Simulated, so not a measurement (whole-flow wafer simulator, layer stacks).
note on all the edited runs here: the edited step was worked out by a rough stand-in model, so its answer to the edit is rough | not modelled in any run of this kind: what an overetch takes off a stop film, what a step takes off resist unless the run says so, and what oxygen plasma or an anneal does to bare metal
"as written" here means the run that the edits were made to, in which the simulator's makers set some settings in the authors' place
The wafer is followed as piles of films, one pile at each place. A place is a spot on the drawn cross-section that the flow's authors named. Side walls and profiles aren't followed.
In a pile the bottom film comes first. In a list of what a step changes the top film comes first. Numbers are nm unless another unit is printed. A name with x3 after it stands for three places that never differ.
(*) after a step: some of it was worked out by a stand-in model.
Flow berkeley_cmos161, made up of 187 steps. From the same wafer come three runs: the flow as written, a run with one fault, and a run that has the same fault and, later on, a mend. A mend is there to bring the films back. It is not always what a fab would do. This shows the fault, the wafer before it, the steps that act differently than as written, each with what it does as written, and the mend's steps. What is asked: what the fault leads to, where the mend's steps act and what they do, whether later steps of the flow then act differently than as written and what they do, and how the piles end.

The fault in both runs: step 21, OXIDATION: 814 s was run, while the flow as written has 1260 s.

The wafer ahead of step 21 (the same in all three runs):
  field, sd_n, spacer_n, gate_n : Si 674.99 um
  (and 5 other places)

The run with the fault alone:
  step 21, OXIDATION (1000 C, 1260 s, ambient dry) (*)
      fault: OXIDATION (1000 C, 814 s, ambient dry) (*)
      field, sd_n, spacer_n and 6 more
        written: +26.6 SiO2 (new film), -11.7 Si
        fault: +21.1 SiO2 (new film), -9.27 Si
  Steps further on in the flow that do not act as written:
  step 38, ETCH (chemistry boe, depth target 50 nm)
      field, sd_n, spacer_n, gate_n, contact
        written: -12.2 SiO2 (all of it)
        fault: -6.71 SiO2 (all of it)
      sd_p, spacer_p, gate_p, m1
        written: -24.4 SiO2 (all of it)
        fault: -18.9 SiO2 (all of it)
  At the end the piles are close to the flow's at the places that both follow, differing by at most 2% or 0.5 nm, whichever is larger.

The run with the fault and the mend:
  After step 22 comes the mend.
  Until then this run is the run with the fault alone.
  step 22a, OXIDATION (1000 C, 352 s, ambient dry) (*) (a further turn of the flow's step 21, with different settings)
      field, sd_n, spacer_n and 6 more
        +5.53 SiO2, -2.43 Si
  None of the later steps of the flow acts differently than as written at any place that is followed.
  By the end, the piles equal the flow's at every place that both follow.
